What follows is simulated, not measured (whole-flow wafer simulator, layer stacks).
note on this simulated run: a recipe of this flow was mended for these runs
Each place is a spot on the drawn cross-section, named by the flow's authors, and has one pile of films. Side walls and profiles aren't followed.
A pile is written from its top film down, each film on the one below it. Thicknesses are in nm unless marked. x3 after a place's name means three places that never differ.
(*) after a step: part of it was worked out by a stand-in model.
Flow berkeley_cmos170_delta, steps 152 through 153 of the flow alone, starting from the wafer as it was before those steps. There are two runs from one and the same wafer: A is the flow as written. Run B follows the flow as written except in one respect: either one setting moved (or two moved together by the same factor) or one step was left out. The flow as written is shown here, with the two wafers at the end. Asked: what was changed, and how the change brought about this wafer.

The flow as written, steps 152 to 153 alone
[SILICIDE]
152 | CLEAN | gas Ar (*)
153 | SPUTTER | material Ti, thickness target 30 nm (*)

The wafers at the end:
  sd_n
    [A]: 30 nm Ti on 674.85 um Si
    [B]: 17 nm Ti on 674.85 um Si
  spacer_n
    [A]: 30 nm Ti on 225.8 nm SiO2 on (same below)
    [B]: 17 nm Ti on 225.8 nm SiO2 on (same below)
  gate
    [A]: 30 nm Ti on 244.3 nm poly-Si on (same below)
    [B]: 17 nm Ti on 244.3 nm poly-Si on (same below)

The reason: step 153, SPUTTER: thickness target 17 nm was run, whereas the flow has thickness target 30 nm.
The wafer itself shows it: sd_n has Ti 17, and step 153 as written asks for 30 nm.

Step by step, how the change led to this:
  153 | SPUTTER | material Ti, thickness target 30 nm (*)
      field, sd_n, spacer_n, gate, spacer_p, gate_p, contact x2: A +30 Ti (new film) | B +17 Ti (new film)
      sd_p: A +27.5 Ti (new film) | B +15.6 Ti (new film)
